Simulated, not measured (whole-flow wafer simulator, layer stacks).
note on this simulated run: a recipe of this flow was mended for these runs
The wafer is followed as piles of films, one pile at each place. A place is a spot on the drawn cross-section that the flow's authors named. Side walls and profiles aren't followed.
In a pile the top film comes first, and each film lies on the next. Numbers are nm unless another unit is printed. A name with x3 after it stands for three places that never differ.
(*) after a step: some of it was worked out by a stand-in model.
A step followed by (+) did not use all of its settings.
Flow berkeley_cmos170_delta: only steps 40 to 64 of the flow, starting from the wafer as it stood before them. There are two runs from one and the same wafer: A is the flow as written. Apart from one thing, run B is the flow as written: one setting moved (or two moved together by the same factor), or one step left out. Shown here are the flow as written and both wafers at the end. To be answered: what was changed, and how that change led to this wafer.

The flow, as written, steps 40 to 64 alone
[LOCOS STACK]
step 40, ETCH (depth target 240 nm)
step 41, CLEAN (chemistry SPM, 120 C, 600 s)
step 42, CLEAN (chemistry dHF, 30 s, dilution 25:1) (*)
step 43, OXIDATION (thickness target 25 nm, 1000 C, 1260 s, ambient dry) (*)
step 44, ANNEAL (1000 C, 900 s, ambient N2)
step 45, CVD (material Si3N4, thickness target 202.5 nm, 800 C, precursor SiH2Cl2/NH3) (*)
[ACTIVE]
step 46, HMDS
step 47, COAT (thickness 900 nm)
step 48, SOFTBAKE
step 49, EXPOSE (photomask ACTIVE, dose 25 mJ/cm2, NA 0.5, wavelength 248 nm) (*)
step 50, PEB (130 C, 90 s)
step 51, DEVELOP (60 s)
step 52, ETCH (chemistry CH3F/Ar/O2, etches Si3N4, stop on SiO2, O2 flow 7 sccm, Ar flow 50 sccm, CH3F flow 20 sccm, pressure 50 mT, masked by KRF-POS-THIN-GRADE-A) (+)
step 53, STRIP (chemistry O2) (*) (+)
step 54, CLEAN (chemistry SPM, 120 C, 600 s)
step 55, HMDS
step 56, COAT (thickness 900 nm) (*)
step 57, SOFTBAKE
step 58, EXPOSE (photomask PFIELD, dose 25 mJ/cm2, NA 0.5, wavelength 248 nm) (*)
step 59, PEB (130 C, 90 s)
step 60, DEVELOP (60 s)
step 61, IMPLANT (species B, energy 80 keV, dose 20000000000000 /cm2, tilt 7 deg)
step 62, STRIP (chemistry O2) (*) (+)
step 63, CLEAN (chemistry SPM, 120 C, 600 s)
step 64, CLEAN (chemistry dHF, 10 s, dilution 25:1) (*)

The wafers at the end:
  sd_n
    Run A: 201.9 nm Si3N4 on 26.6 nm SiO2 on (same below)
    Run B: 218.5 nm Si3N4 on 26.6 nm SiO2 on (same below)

What caused this: step 45, CVD: thickness target 219.1 nm was run, whereas the flow has thickness target 202.5 nm.

Step by step, how the change led to this:
  step 45, CVD (material Si3N4, thickness target 202.5 nm, 800 C, precursor SiH2Cl2/NH3) (*)
      field, sd_n, spacer_n and 6 more: A Si3N4 gains 202.5 (new film) | B Si3N4 gains 219.1 (new film)
  step 52, ETCH (chemistry CH3F/Ar/O2, etches Si3N4, stop on SiO2, O2 flow 7 sccm, Ar flow 50 sccm, CH3F flow 20 sccm, pressure 50 mT, masked by KRF-POS-THIN-GRADE-A) (+)
      sd_n, spacer_n, gate, sd_p, spacer_p, gate_p, contact, m1: A KrF-resist loses 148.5 | B KrF-resist loses 159.6
      field: A Si3N4 loses 202.5 (all of it), SiO2 loses 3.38 | B Si3N4 loses 219.1 (all of it), SiO2 loses 3.38
